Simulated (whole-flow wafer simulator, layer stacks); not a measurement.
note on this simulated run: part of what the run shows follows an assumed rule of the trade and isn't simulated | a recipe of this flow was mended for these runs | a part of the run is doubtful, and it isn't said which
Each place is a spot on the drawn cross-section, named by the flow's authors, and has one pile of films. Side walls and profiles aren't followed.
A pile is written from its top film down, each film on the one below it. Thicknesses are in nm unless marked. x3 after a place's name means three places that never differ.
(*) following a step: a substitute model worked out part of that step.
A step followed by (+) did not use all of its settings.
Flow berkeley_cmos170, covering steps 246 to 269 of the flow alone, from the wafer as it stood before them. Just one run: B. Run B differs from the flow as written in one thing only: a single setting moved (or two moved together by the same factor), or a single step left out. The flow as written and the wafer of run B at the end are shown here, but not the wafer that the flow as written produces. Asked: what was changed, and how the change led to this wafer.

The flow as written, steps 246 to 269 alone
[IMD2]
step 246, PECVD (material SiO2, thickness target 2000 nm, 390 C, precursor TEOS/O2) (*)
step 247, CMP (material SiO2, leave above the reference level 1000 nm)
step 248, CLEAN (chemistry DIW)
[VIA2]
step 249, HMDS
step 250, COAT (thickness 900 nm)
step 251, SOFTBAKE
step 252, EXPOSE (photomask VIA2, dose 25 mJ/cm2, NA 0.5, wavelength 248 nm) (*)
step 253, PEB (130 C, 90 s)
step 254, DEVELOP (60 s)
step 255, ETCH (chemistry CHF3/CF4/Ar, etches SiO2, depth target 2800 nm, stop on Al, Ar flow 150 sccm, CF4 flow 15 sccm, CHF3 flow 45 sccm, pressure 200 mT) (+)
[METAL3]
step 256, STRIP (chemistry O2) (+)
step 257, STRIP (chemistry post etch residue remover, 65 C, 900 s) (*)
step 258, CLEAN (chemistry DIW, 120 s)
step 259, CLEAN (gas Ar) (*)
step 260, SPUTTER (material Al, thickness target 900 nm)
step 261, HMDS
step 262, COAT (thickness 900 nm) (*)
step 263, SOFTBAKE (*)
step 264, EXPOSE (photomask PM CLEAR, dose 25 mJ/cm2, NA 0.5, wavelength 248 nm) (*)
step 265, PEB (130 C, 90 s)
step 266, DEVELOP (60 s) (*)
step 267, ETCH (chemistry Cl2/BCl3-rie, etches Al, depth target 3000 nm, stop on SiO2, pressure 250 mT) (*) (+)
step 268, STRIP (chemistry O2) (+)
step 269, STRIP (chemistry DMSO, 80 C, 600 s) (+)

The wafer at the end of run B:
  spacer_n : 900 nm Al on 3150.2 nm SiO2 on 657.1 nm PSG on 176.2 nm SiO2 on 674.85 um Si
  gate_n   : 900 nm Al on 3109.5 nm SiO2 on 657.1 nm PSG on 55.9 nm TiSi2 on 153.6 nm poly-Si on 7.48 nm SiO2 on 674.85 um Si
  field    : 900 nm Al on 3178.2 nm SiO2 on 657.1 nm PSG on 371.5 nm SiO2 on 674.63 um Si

Cause: step 246, PECVD: thickness target 1760 nm was run, though the flow has thickness target 2000 nm; step 267, ETCH: depth target 2640 nm was run, where the flow has depth target 3000 nm.

How this came from the change, step by step:
  step 246, PECVD (material SiO2, thickness target 2000 nm, 390 C, precursor TEOS/O2) (*)
      field, mark, sd_n, spacer_n, gate_n, sd_p, spacer_p, gate_p: +1760 SiO2 (it would be, as written: +2000 SiO2)
      contact, m1, m2, via2: +1760 SiO2 (new film) (it would be, as written: +2000 SiO2 (new film))
      (and at 1 other place as well)
  step 247, CMP (material SiO2, leave above the reference level 1000 nm)
      field, sd_n, spacer_n, gate_n, sd_p, spacer_p, gate_p: nothing (it would be, as written: -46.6 SiO2)
      contact, m1, via1, m2, via2: -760 SiO2 (it would be, as written: -1000 SiO2)
  step 250, COAT (thickness 900 nm)
      sd_n: +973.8 KrF-resist (new film) (it would be, as written: +900 KrF-resist (new film))
      contact: +823.1 KrF-resist (new film) (it would be, as written: +900 KrF-resist (new film))
      (and at 4 other places as well)
  step 254, DEVELOP (60 s)
      via2: -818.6 KrF-resist (all of it) (it would be, as written: -898 KrF-resist (all of it))
  step 256, STRIP (chemistry O2) (+)
      sd_n: -681.3 KrF-resist (all of it) (it would be, as written: -607.6 KrF-resist (all of it))
      contact: -531 KrF-resist (all of it) (it would be, as written: -607.6 KrF-resist (all of it))
      (and at 3 other places as well)
  step 262, COAT (thickness 900 nm) (*)
      sd_n: +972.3 KrF-resist (new film) (it would be, as written: +899.3 KrF-resist (new film))
      contact: +817.7 KrF-resist (new film) (it would be, as written: +898.4 KrF-resist (new film))
      (and at 4 other places as well)
  step 265, PEB (130 C, 90 s)
      via2: -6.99 KrF-resist (it would be, as written: -7.55 KrF-resist)
  step 268, STRIP (chemistry O2) (+)
      sd_n: -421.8 KrF-resist (all of it) (it would be, as written: -349 KrF-resist (all of it))
      gate_p: -357.2 KrF-resist (all of it) (it would be, as written: -349.6 KrF-resist (all of it))
      (and at 5 other places as well)
